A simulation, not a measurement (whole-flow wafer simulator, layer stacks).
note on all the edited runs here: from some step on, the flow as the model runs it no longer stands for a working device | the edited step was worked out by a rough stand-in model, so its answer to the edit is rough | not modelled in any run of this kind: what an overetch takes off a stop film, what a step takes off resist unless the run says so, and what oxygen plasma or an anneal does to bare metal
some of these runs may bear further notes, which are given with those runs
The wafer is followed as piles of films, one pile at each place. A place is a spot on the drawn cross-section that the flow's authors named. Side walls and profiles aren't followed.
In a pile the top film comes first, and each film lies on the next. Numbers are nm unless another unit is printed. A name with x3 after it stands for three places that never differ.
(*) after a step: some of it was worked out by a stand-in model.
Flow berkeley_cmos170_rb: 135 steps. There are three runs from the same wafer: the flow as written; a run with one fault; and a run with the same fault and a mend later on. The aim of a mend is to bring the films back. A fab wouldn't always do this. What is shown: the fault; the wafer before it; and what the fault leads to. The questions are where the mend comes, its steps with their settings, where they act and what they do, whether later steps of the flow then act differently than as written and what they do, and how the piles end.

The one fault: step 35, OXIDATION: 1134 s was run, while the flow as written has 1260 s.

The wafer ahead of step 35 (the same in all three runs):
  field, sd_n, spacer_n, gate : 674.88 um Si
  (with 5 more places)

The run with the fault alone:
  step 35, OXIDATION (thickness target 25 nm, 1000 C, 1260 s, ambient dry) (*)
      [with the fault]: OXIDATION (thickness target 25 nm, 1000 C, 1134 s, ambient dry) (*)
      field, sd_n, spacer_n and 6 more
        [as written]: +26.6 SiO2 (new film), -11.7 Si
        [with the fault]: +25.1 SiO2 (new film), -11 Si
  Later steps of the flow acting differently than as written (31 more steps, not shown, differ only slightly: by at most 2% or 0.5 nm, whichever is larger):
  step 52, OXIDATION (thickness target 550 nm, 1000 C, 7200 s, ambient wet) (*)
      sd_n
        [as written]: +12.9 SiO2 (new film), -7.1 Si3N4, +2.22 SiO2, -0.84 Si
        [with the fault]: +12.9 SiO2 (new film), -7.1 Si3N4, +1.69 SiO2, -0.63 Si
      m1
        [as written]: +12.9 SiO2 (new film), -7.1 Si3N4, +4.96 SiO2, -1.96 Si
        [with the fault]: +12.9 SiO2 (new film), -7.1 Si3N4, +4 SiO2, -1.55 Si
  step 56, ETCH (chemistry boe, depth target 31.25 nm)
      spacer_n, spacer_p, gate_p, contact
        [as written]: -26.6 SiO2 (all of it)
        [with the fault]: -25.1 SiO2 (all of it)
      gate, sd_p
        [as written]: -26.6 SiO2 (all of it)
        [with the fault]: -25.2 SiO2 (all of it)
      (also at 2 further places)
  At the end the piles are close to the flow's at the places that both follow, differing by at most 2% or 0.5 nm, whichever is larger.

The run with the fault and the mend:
  The mend follows step 35.
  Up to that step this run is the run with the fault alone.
  step 35a, OXIDATION (thickness target 25 nm, 1000 C, 126 s, ambient dry) (*) (the flow's step 35 again, with other settings)
      field, sd_n, spacer_n and 6 more
        +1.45 SiO2, -0.64 Si
  Later steps of the flow that are run all act as written at every place that is followed.
  The piles end the same as the flow's at every place that both follow.
